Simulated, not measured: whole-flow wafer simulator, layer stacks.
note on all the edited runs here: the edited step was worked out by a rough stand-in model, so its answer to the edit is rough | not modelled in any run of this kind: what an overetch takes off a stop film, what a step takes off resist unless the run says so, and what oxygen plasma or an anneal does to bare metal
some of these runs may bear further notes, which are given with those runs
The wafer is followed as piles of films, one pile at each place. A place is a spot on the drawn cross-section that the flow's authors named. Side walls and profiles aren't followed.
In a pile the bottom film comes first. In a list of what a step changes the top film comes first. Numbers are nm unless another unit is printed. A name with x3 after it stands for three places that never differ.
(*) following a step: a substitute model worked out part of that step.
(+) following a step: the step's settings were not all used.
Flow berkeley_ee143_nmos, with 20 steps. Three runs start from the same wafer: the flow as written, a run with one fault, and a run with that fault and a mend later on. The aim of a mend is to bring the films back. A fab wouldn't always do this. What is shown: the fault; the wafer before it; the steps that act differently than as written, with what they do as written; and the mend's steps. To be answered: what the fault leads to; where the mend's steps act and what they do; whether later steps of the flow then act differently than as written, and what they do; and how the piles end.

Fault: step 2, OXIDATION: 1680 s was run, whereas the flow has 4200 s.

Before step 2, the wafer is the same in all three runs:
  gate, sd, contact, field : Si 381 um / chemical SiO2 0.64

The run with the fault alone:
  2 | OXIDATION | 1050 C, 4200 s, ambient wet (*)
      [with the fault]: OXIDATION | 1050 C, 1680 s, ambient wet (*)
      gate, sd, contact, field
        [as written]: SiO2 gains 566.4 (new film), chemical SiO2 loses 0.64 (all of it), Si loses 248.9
        [with the fault]: SiO2 gains 322.6 (new film), chemical SiO2 loses 0.64 (all of it), Si loses 141.6
  Steps further on in the flow that do not act as written:
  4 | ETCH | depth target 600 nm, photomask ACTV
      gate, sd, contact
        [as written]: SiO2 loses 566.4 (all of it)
        [with the fault]: SiO2 loses 322.6 (all of it)
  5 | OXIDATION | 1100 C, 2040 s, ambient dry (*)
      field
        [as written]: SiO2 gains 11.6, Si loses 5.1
        [with the fault]: SiO2 gains 18.4, Si loses 8.09
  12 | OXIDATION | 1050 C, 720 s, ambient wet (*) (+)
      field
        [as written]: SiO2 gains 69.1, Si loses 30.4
        [with the fault]: SiO2 gains 103.6, Si loses 45.6
  At field, the piles at the end differ from the flow's by more than 2% or 0.5 nm, whichever is larger.
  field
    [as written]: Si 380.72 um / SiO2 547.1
    [with the fault]: Si 380.8 um / SiO2 344.6

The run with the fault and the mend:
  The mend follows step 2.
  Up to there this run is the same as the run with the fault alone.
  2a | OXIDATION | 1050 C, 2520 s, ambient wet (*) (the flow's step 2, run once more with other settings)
      gate, sd, contact, field
        SiO2 gains 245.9, Si loses 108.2
  Every later step of the flow that is run acts as written, at every place that is followed, to within 2% or 0.5 nm, whichever is larger.
  The piles end only slightly different from the flow's at the places that both follow, by no more than 2% or 0.5 nm, whichever is larger.
